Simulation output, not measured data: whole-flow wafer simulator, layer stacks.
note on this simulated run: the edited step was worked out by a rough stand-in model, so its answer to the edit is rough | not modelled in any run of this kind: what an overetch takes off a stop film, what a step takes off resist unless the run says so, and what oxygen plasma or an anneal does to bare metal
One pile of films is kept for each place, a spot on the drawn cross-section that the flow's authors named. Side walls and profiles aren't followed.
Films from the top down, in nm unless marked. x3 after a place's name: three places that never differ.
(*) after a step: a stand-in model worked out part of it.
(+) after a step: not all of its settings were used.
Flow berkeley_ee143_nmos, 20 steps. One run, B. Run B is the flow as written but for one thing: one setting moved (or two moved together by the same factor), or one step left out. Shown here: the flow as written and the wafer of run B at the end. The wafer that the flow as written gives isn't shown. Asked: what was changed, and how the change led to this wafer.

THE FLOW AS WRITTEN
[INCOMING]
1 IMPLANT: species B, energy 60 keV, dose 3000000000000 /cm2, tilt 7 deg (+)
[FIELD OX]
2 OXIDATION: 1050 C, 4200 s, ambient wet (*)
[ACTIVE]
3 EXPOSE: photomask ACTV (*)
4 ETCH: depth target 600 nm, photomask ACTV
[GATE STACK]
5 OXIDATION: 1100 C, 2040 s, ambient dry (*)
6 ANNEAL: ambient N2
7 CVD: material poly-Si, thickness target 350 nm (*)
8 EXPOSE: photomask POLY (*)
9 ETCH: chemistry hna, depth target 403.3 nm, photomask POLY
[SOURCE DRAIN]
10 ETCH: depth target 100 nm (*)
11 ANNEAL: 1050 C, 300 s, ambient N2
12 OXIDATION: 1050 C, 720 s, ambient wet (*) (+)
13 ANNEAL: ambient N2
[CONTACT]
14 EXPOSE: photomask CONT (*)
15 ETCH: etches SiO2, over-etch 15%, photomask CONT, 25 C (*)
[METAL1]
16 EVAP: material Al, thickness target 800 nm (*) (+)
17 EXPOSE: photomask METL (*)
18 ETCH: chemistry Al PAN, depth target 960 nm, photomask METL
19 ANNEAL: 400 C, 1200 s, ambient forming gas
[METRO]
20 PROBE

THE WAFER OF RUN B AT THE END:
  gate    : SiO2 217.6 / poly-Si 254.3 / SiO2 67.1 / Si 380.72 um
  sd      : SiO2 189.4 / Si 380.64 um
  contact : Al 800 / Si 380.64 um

The cause: step 5, OXIDATION: 1530 s was run, where the flow has 2040 s.

How the change led to this, step by step:
  5 OXIDATION: 1100 C, 2040 s, ambient dry (*)
      gate, sd, contact: SiO2 +67.1 (new film), Si -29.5 (as written it would be: SiO2 +79.7 (new film), Si -35.1)
      field: SiO2 +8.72, Si -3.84 (as written it would be: SiO2 +11.6, Si -5.1)
  10 ETCH: depth target 100 nm (*)
      sd, contact: SiO2 -67.1 (all of it) (as written it would be: SiO2 -79.7 (all of it))
